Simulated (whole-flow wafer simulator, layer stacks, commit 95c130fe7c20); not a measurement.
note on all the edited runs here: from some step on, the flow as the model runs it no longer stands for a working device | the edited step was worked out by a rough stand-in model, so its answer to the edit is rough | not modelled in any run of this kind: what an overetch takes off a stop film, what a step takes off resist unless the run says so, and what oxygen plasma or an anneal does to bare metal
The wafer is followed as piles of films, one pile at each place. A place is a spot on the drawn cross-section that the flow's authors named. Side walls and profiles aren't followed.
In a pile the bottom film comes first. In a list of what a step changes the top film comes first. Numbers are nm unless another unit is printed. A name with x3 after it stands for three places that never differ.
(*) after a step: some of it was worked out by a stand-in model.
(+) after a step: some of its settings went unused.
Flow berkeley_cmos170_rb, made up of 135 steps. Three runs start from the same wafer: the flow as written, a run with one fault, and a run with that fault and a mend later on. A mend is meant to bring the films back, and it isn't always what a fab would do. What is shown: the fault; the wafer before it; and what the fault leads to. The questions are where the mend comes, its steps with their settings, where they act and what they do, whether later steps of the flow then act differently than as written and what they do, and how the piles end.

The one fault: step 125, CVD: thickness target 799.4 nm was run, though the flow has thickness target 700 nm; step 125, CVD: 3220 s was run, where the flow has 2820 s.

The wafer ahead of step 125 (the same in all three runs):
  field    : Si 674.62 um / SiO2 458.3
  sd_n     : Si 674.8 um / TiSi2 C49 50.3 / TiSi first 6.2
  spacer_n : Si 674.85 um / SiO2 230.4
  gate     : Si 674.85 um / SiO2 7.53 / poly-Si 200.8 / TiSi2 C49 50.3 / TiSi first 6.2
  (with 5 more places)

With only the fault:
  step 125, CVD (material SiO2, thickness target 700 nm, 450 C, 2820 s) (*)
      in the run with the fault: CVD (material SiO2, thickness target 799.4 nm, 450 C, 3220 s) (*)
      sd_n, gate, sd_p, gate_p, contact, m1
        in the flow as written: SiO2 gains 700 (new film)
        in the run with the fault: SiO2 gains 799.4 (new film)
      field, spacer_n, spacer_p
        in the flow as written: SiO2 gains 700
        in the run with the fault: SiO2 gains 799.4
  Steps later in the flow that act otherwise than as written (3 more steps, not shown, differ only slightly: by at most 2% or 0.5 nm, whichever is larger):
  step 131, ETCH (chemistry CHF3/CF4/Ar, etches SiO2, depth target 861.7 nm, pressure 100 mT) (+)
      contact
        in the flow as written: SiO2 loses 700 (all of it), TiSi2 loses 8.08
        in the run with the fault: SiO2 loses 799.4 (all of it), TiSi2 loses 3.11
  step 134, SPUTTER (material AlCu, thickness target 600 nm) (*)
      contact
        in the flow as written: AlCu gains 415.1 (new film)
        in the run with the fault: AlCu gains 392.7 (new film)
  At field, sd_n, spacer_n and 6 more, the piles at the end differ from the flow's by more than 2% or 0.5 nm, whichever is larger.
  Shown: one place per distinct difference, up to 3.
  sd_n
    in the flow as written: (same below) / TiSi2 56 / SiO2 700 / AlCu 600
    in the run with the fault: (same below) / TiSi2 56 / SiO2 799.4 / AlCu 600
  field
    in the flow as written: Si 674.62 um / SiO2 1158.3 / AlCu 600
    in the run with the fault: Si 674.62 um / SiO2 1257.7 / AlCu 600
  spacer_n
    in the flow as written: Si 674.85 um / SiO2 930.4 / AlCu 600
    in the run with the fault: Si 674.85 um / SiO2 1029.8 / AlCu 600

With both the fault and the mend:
  The mend stands after step 125.
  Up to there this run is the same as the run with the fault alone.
  step 125a, ETCH (chemistry boe, depth target 99.06 nm)
      field, sd_n, spacer_n and 6 more
        SiO2 loses 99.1
  None of the later steps of the flow differs from how it acts as written, at any place that is followed, by more than 2% or 0.5 nm, whichever is larger.
  At the end the piles are close to the flow's at the places that both follow, differing by at most 2% or 0.5 nm, whichever is larger.
